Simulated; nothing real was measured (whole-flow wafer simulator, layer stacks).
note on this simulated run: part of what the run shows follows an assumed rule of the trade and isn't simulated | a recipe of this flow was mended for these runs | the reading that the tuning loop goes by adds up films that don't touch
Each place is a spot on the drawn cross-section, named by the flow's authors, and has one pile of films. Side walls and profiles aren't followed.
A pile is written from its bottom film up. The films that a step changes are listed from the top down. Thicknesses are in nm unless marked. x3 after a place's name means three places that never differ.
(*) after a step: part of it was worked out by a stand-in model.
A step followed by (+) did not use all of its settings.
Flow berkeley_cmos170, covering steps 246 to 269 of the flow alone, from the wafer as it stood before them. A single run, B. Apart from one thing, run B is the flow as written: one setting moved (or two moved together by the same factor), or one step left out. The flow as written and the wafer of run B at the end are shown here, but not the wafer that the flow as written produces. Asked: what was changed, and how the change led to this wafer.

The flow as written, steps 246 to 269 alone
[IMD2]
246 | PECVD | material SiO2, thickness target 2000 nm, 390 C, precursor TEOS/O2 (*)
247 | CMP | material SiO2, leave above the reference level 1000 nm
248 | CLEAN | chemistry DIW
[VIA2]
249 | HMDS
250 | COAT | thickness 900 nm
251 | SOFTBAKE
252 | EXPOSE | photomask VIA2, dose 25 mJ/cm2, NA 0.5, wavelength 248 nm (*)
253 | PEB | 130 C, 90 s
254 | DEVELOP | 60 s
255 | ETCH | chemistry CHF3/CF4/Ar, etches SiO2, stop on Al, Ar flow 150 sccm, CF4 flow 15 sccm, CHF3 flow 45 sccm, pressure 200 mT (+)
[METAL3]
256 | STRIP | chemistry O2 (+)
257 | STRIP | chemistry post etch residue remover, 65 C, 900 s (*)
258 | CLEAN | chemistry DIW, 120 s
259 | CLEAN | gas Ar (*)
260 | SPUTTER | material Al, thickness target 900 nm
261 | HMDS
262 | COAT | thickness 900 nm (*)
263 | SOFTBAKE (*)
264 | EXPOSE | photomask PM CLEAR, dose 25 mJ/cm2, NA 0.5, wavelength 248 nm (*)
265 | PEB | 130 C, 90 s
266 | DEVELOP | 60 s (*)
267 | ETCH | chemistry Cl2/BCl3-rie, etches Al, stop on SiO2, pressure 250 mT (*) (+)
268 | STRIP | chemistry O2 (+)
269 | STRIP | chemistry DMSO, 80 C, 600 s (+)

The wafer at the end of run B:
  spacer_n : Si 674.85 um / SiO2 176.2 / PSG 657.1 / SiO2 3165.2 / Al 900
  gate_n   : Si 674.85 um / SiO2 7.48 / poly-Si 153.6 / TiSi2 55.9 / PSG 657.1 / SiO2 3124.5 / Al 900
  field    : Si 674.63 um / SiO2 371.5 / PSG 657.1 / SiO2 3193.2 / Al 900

Cause: step 246, PECVD: thickness target 1775 nm was run, whereas the flow has thickness target 2000 nm.

The path from the change to this, step by step:
  246 | PECVD | material SiO2, thickness target 2000 nm, 390 C, precursor TEOS/O2 (*)
      field, mark, sd_n, spacer_n, gate_n, sd_p, spacer_p, gate_p: +1775 SiO2 (as written it would have been: +2000 SiO2)
      contact, m1, m2, via2: +1775 SiO2 (new film) (as written it would have been: +2000 SiO2 (new film))
      (also at 1 further place)
  247 | CMP | material SiO2, leave above the reference level 1000 nm
      field, sd_n, spacer_n, gate_n, sd_p, spacer_p, gate_p: nothing (as written it would have been: -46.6 SiO2)
      contact, m1, via1, m2, via2: -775 SiO2 (as written it would have been: -1000 SiO2)
  250 | COAT | thickness 900 nm
      sd_n: +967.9 KrF-resist (new film) (as written it would have been: +900 KrF-resist (new film))
      contact: +828.7 KrF-resist (new film) (as written it would have been: +900 KrF-resist (new film))
      (also at 4 further places)
  254 | DEVELOP | 60 s
      via2: -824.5 KrF-resist (all of it) (as written it would have been: -898 KrF-resist (all of it))
  256 | STRIP | chemistry O2 (+)
      sd_n: -675.4 KrF-resist (all of it) (as written it would have been: -607.6 KrF-resist (all of it))
      contact: -536.5 KrF-resist (all of it) (as written it would have been: -607.6 KrF-resist (all of it))
      (also at 3 further places)
  262 | COAT | thickness 900 nm (*)
      sd_n: +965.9 KrF-resist (new film) (as written it would have been: +899.3 KrF-resist (new film))
      contact: +823.5 KrF-resist (new film) (as written it would have been: +898.4 KrF-resist (new film))
      (also at 4 further places)
  265 | PEB | 130 C, 90 s
      via2: -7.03 KrF-resist (as written it would have been: -7.55 KrF-resist)
  268 | STRIP | chemistry O2 (+)
      sd_n: -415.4 KrF-resist (all of it) (as written it would have been: -349 KrF-resist (all of it))
      contact: -273.4 KrF-resist (all of it) (as written it would have been: -348.1 KrF-resist (all of it))
      (also at 4 further places)
